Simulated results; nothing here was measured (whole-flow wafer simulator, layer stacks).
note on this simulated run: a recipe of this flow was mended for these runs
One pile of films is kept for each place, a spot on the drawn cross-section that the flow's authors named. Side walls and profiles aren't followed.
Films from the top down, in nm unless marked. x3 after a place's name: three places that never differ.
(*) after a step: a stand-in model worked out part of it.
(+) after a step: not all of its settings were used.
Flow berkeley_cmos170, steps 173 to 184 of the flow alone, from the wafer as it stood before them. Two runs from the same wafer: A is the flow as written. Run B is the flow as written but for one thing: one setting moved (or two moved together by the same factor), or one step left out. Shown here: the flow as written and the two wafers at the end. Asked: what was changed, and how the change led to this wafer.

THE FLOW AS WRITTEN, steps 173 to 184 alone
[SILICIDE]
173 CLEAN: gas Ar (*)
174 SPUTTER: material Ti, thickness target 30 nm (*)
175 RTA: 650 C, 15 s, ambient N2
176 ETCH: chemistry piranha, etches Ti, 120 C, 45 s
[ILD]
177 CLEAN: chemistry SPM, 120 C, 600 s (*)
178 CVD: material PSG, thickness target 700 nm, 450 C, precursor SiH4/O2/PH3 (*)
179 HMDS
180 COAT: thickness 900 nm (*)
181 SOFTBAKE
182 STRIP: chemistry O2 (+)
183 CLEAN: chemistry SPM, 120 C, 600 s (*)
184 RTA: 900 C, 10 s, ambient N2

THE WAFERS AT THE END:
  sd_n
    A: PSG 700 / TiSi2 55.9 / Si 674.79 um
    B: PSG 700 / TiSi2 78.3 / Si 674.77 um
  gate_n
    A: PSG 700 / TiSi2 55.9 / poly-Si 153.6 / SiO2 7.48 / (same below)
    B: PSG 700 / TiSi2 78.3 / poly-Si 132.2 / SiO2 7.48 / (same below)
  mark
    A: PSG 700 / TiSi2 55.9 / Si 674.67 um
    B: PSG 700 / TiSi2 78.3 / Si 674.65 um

The cause: step 174, SPUTTER: thickness target 42 nm was run, where the flow has thickness target 30 nm.

How the change led to this, step by step:
  174 SPUTTER: material Ti, thickness target 30 nm (*)
      field, mark, sd_n and 10 more: A Ti +30 (new film) | B Ti +42 (new film)
  175 RTA: 650 C, 15 s, ambient N2
      mark, sd_n, sd_p, contact, m1, via1, m2, via2: A Ti -23.4, TiSi first +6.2 (new film), TiSi2 C49 +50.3 (new film), Si -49 | B Ti -32.8, TiSi first +33.4 (new film), TiSi2 C49 +33.7 (new film), Si -52.2
      gate_n, gate_p: A Ti -23.4, TiSi first +6.2 (new film), TiSi2 C49 +50.3 (new film), poly-Si -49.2 | B Ti -32.8, TiSi first +33.4 (new film), TiSi2 C49 +33.7 (new film), poly-Si -52.4
  176 ETCH: chemistry piranha, etches Ti, 120 C, 45 s
      mark, sd_n, gate_n and 7 more: A Ti -6.6 (all of it), TiSi first -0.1 | B Ti -9.24 (all of it), TiSi first -0.1
      field, spacer_n, spacer_p: A Ti -30 (all of it) | B Ti -42 (all of it)
  184 RTA: 900 C, 10 s, ambient N2
      mark, sd_n, sd_p, contact, m1, via1, m2, via2: A under 1 film: TiSi2 +55.9 (new film), TiSi first -6.09 (all of it), TiSi2 C49 -50.3 (all of it), Si -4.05 | B under 1 film: TiSi2 +78.3 (new film), TiSi first -33.3 (all of it), TiSi2 C49 -33.7 (all of it), Si -22.1
      gate_n, gate_p: A under 1 film: TiSi2 +55.9 (new film), TiSi first -6.09 (all of it), TiSi2 C49 -50.3 (all of it), poly-Si -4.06 | B under 1 film: TiSi2 +78.3 (new film), TiSi first -33.3 (all of it), TiSi2 C49 -33.7 (all of it), poly-Si -22.2
